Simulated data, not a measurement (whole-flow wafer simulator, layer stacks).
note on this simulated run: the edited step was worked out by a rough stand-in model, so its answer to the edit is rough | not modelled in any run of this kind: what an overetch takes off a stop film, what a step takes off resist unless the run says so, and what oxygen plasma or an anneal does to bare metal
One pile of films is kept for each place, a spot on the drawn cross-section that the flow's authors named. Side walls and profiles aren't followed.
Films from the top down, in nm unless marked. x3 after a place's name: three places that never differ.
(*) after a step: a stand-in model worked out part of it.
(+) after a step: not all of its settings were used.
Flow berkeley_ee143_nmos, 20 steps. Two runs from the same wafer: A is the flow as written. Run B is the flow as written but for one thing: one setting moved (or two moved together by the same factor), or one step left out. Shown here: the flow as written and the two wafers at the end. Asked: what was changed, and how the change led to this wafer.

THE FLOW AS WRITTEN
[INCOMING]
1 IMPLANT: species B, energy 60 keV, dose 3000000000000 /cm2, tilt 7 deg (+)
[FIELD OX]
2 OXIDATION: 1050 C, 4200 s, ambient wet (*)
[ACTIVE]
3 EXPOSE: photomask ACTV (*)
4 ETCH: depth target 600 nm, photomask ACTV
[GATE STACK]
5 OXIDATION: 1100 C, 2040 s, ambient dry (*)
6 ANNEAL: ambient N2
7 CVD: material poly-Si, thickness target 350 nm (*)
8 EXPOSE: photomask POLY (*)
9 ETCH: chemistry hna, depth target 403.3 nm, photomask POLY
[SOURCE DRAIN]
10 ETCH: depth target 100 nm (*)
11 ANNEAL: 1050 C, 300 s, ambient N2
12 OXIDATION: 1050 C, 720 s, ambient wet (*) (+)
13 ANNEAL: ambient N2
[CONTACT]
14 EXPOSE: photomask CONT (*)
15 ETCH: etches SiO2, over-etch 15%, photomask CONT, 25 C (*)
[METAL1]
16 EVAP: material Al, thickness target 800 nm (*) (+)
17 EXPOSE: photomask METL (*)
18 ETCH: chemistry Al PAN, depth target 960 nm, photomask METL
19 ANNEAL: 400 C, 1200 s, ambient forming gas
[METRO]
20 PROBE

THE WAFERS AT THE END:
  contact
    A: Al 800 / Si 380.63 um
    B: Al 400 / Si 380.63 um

The cause: step 16, EVAP: thickness target 400 nm was run, where the flow has thickness target 800 nm.
It can be read off the wafer: contact has Al 400, and step 16 as written asks for 800 nm.

How the change led to this, step by step:
  16 EVAP: material Al, thickness target 800 nm (*) (+)
      gate, sd, contact, field: A Al +800 (new film) | B Al +400 (new film)
  18 ETCH: chemistry Al PAN, depth target 960 nm, photomask METL
      gate, sd, field: A Al -800 (all of it) | B Al -400 (all of it)
